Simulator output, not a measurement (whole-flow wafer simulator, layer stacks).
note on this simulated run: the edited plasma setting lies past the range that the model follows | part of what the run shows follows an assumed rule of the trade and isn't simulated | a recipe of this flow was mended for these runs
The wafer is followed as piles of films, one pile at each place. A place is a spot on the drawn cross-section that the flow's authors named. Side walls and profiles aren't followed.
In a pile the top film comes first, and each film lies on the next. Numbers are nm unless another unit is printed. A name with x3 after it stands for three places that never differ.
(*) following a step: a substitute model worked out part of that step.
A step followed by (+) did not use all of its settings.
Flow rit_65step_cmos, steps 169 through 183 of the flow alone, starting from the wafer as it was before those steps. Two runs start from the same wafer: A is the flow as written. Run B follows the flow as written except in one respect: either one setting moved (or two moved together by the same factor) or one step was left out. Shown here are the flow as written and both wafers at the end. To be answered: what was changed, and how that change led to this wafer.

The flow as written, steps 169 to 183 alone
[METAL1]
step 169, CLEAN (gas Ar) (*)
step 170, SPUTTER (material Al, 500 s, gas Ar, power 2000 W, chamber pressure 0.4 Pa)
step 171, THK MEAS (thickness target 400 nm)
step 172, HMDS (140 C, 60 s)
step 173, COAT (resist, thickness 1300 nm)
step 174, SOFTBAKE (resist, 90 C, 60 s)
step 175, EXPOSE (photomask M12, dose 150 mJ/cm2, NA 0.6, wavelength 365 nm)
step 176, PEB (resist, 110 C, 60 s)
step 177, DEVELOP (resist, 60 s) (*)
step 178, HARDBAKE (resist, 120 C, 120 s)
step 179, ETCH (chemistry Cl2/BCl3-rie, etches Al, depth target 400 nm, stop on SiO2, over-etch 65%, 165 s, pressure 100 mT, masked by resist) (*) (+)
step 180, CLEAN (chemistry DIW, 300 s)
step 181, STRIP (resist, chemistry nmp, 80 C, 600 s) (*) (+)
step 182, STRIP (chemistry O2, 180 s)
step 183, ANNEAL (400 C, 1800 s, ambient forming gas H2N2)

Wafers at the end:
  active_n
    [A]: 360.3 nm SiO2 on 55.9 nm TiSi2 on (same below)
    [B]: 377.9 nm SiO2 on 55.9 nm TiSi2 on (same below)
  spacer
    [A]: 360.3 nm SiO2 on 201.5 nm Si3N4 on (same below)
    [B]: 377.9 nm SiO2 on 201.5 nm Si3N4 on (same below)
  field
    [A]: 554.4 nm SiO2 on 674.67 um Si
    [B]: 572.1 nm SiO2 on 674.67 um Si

The reason: step 170, SPUTTER: power 2705 W was run, whereas the flow has power 2000 W; step 170, SPUTTER: chamber pressure 0.541 Pa was run, where the flow has chamber pressure 0.4 Pa.

How this came from the change, step by step:
  step 170, SPUTTER (material Al, 500 s, gas Ar, power 2000 W, chamber pressure 0.4 Pa)
      field, field_pw, field_nw and 10 more: A Al gains 400 (new film) | B Al gains 541 (new film)
      contact: A Al gains 255.4 (new film) | B Al gains 336.3 (new film)
  step 173, COAT (resist, thickness 1300 nm)
      contact: A resist gains 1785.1 (new film) | B resist gains 1850.1 (new film)
  step 176, PEB (resist, 110 C, 60 s)
      contact: A resist loses 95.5 | B resist loses 99.2
  step 178, HARDBAKE (resist, 120 C, 120 s)
      contact: A resist loses 62.1 | B resist loses 64.7
  step 179, ETCH (chemistry Cl2/BCl3-rie, etches Al, depth target 400 nm, stop on SiO2, over-etch 65%, 165 s, pressure 100 mT, masked by resist) (*) (+)
      field, field_pw, field_nw and 9 more: A Al loses 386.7 (all of it), SiO2 loses 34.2 | B Al loses 527.7 (all of it), SiO2 loses 16.5
  step 181, STRIP (resist, chemistry nmp, 80 C, 600 s) (*) (+)
      contact: A resist loses 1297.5 (all of it) | B resist loses 1356.2 (all of it)
